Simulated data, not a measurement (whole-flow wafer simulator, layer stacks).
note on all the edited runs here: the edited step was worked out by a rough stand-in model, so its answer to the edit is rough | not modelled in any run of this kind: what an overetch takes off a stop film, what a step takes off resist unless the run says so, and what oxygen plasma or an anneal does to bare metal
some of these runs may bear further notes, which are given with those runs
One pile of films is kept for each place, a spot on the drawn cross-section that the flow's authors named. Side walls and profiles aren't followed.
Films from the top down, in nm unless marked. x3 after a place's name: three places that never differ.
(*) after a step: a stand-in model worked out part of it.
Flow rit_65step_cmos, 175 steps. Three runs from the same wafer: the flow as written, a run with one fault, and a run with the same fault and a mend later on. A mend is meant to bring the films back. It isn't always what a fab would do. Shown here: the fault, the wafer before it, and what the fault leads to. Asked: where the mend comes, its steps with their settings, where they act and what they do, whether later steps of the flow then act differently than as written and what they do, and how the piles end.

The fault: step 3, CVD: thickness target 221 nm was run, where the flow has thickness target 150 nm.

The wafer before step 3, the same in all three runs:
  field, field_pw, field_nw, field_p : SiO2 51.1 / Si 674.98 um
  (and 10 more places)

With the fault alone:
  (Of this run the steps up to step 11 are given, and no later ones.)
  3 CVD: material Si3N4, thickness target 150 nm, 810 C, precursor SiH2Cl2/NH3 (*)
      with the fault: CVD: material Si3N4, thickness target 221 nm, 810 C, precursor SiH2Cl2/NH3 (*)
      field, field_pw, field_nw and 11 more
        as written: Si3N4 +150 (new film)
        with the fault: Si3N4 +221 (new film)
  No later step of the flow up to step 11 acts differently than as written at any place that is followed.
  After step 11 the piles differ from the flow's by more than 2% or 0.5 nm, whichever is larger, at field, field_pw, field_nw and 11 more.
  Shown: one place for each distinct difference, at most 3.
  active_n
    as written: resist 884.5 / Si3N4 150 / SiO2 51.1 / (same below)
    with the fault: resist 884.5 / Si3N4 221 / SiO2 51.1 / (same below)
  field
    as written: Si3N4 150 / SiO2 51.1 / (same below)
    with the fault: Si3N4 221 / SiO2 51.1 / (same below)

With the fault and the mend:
  The mend comes after step 4.
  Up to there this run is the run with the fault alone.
  4a ETCH: chemistry h3po4, depth target 254.1 nm
      field, field_pw, field_nw and 11 more
        Si3N4 -221 (all of it)
  4b CLEAN: chemistry SC2, 75 C, 600 s
      changes no film at any place that is followed
  4c CVD: material Si3N4, thickness target 150 nm, 810 C, precursor SiH2Cl2/NH3 (*) (the flow's step 3 once more)
      field, field_pw, field_nw and 11 more
        Si3N4 +150 (new film)
  No later step of the flow acts differently than as written at any place that is followed.
  At the end the piles are the same as the flow's at every place that both follow.
